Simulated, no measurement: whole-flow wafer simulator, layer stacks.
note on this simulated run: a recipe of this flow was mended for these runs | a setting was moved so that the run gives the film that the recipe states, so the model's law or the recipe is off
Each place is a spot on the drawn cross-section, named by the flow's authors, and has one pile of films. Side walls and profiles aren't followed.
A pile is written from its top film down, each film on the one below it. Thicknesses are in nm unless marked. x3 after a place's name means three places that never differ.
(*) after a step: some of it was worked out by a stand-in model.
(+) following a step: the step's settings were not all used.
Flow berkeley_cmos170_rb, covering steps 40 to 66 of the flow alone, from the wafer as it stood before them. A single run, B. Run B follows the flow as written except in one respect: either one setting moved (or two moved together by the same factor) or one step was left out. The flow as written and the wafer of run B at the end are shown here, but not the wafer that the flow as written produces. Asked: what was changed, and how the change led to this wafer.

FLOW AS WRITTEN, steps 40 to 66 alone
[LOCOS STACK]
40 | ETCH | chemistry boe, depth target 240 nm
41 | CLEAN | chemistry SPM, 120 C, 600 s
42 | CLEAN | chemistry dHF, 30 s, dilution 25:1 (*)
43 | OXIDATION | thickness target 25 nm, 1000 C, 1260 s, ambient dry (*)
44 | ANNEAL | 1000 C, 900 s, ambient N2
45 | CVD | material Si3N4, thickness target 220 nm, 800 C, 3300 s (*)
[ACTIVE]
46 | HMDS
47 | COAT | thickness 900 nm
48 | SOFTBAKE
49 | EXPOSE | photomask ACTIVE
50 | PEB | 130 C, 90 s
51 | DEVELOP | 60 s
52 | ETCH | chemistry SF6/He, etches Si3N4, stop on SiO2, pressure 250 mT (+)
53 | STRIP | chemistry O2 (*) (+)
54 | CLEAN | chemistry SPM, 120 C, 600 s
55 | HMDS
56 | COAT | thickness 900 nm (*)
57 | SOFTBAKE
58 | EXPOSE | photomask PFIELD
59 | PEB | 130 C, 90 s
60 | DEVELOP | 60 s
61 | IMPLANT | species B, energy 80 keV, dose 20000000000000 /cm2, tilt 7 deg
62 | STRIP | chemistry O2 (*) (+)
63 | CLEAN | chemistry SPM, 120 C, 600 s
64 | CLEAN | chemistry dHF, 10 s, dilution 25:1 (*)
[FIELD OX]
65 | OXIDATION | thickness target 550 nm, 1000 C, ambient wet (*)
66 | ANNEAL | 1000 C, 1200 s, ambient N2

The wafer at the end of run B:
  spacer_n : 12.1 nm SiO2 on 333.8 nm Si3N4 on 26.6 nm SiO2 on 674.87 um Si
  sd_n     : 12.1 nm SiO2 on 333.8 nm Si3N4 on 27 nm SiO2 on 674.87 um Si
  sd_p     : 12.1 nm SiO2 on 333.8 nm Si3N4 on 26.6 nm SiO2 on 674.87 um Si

The reason: step 45, CVD: thickness target 341 nm was run, while the flow as written has thickness target 220 nm; step 45, CVD: 5115 s was run, where the flow has 3300 s.

How this came from the change, step by step:
  45 | CVD | material Si3N4, thickness target 220 nm, 800 C, 3300 s (*)
      field, sd_n, spacer_n and 6 more: Si3N4 gains 341 (new film) (in the flow as written it would be: Si3N4 gains 220 (new film))
  52 | ETCH | chemistry SF6/He, etches Si3N4, stop on SiO2, pressure 250 mT (+)
      sd_n, spacer_n, gate, sd_p, spacer_p, gate_p, contact, m1: KrF-resist loses 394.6 (in the flow as written it would be: KrF-resist loses 263)
      field: Si3N4 loses 341 (all of it), SiO2 loses 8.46 (in the flow as written it would be: Si3N4 loses 220 (all of it), SiO2 loses 8.46)
  53 | STRIP | chemistry O2 (*) (+)
      sd_n, spacer_n, gate, sd_p, spacer_p, gate_p, contact, m1: KrF-resist loses 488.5 (all of it) (in the flow as written it would be: KrF-resist loses 620 (all of it))
  56 | COAT | thickness 900 nm (*)
      field: KrF-resist gains 997 (new film) (in the flow as written it would be: KrF-resist gains 962.5 (new film))
      sd_n: KrF-resist gains 721.8 (new film) (in the flow as written it would be: KrF-resist gains 782.7 (new film))
      (and at 7 other places as well)
  60 | DEVELOP | 60 s
      field: KrF-resist loses 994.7 (all of it) (in the flow as written it would be: KrF-resist loses 960.3 (all of it))
  62 | STRIP | chemistry O2 (*) (+)
      sd_n: KrF-resist loses 705.3 (all of it) (in the flow as written it would be: KrF-resist loses 766.1 (all of it))
      spacer_n: KrF-resist loses 758.4 (all of it) (in the flow as written it would be: KrF-resist loses 799.5 (all of it))
      (and at 6 other places as well)
  65 | OXIDATION | thickness target 550 nm, 1000 C, ambient wet (*)
      gate: SiO2 gains 12.1 (new film), Si3N4 loses 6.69 (in the flow as written it would be: SiO2 gains 12.1 (new film), Si3N4 loses 6.69, SiO2 gains 0.05, Si loses 0.05)
      sd_p: SiO2 gains 12.1 (new film), Si3N4 loses 6.69 (in the flow as written it would be: SiO2 gains 12.1 (new film), Si3N4 loses 6.69, SiO2 gains 0.06, Si loses 0.06)
      (and at 1 other place as well)
